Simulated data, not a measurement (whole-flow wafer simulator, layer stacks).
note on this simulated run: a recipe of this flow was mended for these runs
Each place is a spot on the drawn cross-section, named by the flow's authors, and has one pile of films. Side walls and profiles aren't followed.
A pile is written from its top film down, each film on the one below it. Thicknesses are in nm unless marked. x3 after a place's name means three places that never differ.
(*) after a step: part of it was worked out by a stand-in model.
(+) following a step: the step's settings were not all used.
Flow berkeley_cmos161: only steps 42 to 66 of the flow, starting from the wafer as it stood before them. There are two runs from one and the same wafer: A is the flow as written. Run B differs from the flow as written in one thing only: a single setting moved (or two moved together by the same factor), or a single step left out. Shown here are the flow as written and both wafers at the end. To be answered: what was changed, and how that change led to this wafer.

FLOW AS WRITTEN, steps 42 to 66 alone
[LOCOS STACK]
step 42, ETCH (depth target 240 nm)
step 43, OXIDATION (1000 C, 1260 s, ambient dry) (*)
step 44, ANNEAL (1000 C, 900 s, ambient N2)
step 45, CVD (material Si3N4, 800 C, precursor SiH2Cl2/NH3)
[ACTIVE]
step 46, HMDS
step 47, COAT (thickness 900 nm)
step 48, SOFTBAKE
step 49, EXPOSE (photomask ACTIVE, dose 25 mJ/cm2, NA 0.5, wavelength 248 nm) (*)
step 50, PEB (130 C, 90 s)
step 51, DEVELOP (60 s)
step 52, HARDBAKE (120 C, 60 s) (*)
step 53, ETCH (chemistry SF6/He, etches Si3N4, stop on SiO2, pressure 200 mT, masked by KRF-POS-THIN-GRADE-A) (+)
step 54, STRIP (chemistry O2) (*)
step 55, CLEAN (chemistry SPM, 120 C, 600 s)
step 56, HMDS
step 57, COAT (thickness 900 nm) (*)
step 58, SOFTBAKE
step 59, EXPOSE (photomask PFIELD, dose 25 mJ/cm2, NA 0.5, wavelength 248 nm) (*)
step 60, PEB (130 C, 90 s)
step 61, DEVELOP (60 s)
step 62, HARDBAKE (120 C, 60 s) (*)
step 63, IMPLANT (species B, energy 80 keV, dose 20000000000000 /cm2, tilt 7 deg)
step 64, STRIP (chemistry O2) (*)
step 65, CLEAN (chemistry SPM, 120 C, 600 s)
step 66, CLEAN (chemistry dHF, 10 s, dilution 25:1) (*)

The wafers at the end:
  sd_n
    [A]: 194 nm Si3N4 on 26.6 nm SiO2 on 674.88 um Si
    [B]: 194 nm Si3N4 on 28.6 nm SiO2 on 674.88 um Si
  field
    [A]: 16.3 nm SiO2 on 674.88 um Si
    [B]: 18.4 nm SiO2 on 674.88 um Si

What caused this: step 43, OXIDATION: 1008 C was run, while the flow as written has 1000 C.

How this came from the change, step by step:
  step 43, OXIDATION (1000 C, 1260 s, ambient dry) (*)
      field, sd_n, spacer_n and 6 more: A SiO2 gains 26.6 (new film), Si loses 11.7 | B SiO2 gains 28.6 (new film), Si loses 12.6
